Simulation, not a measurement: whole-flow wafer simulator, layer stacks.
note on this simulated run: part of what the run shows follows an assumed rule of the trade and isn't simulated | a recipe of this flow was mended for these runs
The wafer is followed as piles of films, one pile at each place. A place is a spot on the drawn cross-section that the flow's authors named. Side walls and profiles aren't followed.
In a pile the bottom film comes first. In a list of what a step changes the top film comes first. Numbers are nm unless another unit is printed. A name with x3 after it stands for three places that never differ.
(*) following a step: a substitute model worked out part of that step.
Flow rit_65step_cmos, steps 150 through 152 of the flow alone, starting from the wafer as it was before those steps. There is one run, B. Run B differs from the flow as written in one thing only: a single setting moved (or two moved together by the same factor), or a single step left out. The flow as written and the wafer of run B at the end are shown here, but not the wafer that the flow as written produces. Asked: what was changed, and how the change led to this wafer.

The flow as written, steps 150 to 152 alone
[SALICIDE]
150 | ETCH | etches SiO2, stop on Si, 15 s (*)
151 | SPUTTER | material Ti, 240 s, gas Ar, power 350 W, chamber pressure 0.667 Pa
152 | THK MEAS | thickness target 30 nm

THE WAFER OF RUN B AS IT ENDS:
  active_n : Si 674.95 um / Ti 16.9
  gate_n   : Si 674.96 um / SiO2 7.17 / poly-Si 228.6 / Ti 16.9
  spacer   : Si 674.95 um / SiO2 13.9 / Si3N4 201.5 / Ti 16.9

What caused this: step 151, SPUTTER: 135 s was run, while the flow as written has 240 s.

The path from the change to this, step by step:
  151 | SPUTTER | material Ti, 240 s, gas Ar, power 350 W, chamber pressure 0.667 Pa
      field, field_pw, field_nw and 11 more: +16.9 Ti (new film) (as written it would have been: +30 Ti (new film))
